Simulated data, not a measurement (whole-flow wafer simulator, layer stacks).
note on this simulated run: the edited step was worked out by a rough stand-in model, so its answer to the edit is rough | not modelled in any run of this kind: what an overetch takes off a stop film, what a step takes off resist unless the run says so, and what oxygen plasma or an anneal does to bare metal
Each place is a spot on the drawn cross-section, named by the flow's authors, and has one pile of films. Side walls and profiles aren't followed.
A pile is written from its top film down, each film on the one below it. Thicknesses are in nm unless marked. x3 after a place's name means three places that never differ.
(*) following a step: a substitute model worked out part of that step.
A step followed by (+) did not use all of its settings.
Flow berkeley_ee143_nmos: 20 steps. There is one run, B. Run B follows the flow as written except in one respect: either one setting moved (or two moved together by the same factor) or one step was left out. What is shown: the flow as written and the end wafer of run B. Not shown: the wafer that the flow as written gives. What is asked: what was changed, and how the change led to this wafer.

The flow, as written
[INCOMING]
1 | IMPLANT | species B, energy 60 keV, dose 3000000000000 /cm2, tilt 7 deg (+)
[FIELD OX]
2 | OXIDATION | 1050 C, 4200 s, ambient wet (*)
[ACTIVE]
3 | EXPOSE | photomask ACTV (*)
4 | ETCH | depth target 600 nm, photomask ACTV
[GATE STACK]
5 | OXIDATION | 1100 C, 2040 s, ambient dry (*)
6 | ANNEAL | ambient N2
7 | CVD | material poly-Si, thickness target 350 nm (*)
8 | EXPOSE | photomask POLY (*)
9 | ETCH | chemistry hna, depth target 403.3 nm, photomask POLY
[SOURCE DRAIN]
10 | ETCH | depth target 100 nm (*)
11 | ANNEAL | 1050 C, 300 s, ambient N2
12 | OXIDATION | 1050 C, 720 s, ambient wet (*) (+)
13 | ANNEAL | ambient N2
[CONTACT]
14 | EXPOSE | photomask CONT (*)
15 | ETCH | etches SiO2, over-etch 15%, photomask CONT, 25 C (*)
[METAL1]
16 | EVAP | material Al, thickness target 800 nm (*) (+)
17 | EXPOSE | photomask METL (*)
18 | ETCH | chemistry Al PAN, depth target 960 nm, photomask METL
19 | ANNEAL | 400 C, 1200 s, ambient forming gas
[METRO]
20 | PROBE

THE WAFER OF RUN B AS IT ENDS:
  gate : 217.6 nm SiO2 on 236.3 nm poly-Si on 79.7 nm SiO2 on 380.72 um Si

The reason: step 7, CVD: thickness target 332 nm was run, though the flow has thickness target 350 nm.

How this came from the change, step by step:
  7 | CVD | material poly-Si, thickness target 350 nm (*)
      gate, sd, contact, field: poly-Si gains 332 (new film) (in the flow as written it would be: poly-Si gains 350 (new film))
  9 | ETCH | chemistry hna, depth target 403.3 nm, photomask POLY
      sd, contact, field: poly-Si loses 332 (all of it) (in the flow as written it would be: poly-Si loses 350 (all of it))
